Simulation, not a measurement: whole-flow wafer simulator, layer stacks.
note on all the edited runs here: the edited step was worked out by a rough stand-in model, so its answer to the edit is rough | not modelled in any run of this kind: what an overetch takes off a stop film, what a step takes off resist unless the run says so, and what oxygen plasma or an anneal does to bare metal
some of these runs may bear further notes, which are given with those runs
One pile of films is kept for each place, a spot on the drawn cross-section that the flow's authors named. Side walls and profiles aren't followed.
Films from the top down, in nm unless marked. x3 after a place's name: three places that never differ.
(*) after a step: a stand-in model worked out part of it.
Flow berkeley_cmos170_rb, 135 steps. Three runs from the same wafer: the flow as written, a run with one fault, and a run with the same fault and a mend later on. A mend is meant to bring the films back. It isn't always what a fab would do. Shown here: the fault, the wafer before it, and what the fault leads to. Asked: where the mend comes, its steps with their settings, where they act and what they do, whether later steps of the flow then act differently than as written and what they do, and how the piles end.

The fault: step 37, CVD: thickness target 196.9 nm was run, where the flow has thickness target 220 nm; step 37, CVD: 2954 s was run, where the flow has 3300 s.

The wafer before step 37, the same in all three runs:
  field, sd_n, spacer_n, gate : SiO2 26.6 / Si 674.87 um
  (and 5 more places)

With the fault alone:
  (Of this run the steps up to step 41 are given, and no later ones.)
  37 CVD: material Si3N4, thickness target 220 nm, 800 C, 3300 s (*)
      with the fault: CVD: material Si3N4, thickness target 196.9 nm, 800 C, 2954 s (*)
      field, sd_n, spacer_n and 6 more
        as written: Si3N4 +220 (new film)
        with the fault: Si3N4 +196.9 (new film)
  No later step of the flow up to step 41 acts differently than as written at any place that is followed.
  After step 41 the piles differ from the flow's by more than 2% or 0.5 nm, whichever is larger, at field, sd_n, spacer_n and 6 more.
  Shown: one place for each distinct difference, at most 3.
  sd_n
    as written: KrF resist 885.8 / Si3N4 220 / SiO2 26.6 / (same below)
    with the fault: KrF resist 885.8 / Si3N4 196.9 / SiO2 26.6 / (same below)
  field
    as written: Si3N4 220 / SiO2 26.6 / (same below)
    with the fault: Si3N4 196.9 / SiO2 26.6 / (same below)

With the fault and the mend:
  The mend comes after step 37.
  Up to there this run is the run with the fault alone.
  37a ETCH: chemistry h3po4, depth target 226.5 nm (the flow's step 30 once more, with other settings)
      field, sd_n, spacer_n and 6 more
        Si3N4 -196.9 (all of it)
  37b CLEAN (*)
      changes no film at any place that is followed
  37c CVD: material Si3N4, thickness target 220 nm, 800 C, 3300 s (*) (the flow's step 37 once more)
      field, sd_n, spacer_n and 6 more
        Si3N4 +220 (new film)
  No later step of the flow acts differently than as written at any place that is followed.
  At the end the piles are the same as the flow's at every place that both follow.
